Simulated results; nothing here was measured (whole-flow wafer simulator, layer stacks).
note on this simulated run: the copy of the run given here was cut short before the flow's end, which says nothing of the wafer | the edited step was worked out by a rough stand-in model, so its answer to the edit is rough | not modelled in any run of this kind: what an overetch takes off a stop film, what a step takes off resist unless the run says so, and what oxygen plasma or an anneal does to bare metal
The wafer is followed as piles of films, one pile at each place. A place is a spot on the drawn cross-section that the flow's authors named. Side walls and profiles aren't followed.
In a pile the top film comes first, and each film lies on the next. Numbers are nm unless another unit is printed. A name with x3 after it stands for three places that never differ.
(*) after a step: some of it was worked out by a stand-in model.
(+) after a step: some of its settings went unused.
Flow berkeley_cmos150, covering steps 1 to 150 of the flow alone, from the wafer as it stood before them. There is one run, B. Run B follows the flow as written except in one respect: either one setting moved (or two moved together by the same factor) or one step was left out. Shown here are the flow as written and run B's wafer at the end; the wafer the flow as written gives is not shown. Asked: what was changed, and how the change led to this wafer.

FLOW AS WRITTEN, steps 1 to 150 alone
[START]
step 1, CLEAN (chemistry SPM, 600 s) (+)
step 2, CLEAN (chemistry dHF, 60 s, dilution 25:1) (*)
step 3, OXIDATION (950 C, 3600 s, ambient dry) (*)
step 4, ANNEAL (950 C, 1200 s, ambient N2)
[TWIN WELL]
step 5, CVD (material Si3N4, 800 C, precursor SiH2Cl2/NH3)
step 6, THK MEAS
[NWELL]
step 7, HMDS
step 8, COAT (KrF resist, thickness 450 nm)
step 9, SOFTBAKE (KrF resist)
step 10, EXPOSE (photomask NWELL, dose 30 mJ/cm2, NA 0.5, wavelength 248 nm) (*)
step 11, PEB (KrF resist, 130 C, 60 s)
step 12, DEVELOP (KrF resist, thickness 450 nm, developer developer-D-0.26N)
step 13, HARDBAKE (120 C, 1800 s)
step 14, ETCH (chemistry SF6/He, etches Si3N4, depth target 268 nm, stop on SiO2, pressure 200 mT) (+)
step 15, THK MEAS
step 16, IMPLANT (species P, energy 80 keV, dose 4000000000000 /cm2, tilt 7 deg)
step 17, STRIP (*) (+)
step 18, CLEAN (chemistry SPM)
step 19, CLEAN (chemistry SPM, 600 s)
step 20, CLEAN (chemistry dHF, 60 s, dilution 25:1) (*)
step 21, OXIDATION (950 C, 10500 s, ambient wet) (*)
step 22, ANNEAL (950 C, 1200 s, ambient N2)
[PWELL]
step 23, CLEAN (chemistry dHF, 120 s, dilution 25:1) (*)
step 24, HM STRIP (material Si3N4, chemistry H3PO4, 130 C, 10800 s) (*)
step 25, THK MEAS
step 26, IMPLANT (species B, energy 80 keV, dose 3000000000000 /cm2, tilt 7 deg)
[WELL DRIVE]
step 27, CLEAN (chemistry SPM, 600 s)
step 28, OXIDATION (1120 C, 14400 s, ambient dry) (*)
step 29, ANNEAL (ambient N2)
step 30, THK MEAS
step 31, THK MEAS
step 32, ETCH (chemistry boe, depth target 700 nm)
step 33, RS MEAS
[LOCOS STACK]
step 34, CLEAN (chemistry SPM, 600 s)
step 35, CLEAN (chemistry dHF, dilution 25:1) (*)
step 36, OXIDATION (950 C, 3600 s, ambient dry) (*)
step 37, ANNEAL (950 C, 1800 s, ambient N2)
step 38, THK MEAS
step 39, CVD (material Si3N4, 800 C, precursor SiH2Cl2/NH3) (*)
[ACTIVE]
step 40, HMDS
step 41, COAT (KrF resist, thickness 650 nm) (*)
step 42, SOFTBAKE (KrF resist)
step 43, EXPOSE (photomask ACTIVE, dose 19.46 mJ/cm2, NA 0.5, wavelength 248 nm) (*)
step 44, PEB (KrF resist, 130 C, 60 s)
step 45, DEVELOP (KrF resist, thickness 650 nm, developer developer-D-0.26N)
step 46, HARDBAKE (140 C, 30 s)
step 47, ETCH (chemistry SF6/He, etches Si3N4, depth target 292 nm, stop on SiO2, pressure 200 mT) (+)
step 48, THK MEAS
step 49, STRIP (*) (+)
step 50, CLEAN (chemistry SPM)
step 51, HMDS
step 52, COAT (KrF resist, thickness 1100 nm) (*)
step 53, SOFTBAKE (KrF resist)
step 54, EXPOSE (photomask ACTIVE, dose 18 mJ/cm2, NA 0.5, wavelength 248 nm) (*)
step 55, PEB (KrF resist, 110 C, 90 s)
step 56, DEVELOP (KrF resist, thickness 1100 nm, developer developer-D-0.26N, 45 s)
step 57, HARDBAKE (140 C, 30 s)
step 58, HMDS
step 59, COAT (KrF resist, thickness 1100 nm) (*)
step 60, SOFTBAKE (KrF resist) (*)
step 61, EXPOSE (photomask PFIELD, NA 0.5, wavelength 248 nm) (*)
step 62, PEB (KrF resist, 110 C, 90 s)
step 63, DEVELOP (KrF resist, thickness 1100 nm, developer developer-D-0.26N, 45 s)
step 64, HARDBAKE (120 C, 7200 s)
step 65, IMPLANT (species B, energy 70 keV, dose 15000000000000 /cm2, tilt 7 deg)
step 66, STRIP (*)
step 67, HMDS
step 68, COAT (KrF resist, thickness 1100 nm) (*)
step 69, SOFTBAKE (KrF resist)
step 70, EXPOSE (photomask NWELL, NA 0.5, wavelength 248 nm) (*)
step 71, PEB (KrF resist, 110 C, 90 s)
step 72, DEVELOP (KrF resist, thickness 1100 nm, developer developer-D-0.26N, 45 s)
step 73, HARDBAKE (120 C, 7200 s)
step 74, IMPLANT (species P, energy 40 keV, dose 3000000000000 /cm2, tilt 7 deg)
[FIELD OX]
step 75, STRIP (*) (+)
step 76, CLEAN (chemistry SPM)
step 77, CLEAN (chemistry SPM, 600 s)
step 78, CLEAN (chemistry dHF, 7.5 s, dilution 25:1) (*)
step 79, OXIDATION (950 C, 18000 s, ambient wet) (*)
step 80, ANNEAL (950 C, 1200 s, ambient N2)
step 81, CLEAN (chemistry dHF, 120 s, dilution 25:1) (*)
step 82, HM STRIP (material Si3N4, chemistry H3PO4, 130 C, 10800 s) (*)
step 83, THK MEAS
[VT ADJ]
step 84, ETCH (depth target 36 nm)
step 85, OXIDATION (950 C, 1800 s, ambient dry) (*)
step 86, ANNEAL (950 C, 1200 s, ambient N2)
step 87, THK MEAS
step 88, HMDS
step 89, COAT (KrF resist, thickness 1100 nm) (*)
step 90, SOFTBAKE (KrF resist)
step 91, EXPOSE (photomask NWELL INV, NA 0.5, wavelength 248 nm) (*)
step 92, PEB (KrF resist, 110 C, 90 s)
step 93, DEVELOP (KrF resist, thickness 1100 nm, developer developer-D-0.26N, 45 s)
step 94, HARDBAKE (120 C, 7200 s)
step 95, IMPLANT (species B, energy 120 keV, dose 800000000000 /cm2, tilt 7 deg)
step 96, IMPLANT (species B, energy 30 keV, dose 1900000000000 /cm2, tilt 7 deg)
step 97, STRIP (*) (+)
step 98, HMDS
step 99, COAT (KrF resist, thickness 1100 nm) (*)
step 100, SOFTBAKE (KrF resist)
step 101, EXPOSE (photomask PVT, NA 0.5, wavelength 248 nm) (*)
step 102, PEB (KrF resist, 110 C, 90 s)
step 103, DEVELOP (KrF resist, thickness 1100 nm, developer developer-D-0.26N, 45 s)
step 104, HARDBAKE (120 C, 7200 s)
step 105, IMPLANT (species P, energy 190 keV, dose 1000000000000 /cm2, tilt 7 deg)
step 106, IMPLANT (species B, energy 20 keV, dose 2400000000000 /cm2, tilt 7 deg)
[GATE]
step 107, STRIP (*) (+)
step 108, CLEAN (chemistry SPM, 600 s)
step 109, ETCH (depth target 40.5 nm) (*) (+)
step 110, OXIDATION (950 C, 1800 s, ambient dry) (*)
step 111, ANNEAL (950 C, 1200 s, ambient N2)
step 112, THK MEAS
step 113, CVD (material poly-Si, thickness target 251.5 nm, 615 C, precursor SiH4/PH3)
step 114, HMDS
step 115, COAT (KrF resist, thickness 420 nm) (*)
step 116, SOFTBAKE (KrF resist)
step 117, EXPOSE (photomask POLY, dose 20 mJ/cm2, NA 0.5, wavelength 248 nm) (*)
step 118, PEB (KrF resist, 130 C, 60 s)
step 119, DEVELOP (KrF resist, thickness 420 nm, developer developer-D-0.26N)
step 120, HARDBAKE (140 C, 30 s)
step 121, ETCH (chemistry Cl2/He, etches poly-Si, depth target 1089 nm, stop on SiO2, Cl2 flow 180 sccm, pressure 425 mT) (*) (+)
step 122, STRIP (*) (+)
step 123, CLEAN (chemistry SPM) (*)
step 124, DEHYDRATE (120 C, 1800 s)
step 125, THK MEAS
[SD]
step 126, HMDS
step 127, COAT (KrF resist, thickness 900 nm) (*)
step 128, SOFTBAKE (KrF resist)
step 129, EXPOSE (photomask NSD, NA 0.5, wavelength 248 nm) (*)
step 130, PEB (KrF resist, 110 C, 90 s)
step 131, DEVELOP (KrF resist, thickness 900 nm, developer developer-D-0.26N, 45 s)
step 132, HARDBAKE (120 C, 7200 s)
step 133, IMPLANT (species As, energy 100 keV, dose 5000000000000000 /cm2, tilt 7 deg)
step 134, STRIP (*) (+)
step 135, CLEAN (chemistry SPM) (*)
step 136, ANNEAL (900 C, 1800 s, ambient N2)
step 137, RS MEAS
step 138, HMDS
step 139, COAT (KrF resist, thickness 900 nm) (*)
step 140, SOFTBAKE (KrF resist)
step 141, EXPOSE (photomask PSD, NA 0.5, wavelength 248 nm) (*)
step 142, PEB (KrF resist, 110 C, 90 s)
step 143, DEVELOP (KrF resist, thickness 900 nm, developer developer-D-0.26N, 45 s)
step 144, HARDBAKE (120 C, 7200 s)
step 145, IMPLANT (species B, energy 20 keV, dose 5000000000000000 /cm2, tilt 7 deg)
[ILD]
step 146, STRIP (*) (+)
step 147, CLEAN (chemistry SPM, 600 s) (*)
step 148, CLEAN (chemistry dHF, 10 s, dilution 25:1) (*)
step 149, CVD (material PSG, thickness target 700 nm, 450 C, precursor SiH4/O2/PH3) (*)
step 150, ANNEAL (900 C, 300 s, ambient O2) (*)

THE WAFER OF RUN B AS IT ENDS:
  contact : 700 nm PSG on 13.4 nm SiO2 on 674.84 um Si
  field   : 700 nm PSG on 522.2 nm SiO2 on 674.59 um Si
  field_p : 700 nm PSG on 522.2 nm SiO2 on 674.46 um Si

What caused this: step 110, OXIDATION: 1530 s was run, whereas the flow has 1800 s.

The path from the change to this, step by step:
  step 110, OXIDATION (950 C, 1800 s, ambient dry) (*)
      sd_n, gate_n, sd_p, gate_p, contact, m1: SiO2 gains 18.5 (new film), Si loses 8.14 (as written it would have been: SiO2 gains 20.4 (new film), Si loses 8.98)
